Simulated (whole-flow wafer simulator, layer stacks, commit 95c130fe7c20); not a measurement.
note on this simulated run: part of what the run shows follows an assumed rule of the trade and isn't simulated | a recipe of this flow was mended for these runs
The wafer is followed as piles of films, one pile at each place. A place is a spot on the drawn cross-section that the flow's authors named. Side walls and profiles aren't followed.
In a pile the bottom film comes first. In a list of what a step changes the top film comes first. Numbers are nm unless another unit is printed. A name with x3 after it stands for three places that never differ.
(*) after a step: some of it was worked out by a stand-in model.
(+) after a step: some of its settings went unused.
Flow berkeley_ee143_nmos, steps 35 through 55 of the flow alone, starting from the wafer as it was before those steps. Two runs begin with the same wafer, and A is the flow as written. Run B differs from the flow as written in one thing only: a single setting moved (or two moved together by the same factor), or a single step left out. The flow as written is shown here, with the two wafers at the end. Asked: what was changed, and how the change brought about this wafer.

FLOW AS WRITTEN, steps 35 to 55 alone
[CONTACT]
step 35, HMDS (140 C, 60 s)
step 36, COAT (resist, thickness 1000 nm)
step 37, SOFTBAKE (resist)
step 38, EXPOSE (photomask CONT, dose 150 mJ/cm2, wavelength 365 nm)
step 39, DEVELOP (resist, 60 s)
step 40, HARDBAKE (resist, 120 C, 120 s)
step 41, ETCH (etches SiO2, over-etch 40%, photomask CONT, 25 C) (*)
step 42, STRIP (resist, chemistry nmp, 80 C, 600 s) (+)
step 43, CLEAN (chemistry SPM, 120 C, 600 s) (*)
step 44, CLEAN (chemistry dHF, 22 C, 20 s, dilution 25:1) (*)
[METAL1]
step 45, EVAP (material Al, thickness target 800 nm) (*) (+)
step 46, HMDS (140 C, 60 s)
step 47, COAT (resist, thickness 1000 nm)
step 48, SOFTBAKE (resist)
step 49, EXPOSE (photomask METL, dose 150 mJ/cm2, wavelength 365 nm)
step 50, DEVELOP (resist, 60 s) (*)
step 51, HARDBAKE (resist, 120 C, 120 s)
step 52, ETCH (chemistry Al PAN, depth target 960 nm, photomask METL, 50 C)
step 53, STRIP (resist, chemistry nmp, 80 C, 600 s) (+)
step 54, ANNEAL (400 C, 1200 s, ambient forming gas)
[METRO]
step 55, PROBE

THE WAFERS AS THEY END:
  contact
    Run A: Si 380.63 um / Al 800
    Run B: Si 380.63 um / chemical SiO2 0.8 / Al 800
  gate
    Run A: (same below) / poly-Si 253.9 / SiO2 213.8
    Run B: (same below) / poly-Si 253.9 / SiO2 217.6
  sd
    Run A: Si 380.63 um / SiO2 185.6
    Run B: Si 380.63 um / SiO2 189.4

The reason: step 44, CLEAN: chemistry dHF, 22 C, 20 s, dilution 25:1 (*), was omitted.

How this came from the change, step by step:
  (no step that both runs have acts differently by more than 2% or 0.5 nm, whichever is larger)
